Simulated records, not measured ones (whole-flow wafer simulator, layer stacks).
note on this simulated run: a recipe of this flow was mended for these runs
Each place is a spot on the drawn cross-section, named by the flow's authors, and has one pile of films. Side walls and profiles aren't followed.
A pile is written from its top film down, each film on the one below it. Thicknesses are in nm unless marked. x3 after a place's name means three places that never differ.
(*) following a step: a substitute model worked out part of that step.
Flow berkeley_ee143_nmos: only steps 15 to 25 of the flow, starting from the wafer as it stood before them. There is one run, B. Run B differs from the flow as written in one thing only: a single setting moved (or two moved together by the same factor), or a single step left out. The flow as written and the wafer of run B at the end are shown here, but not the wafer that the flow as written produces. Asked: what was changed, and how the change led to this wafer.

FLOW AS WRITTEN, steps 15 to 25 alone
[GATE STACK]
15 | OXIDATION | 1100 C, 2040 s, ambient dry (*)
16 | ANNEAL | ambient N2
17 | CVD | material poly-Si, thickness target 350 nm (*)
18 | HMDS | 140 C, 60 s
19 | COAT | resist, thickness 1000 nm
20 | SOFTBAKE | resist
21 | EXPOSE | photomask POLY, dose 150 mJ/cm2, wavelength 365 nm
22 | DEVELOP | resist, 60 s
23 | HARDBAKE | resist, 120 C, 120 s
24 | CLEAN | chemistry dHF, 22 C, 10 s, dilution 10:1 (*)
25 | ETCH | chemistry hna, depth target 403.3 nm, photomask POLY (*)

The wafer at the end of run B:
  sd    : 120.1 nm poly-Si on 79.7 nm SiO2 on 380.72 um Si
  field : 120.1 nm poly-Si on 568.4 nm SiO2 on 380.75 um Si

What caused this: step 25, ETCH: depth target 229.9 nm was run, whereas the flow has depth target 403.3 nm.

How this came from the change, step by step:
  25 | ETCH | chemistry hna, depth target 403.3 nm, photomask POLY (*)
      sd, contact, field: poly-Si loses 229.9 (in the flow as written it would be: poly-Si loses 350 (all of it), SiO2 loses 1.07)
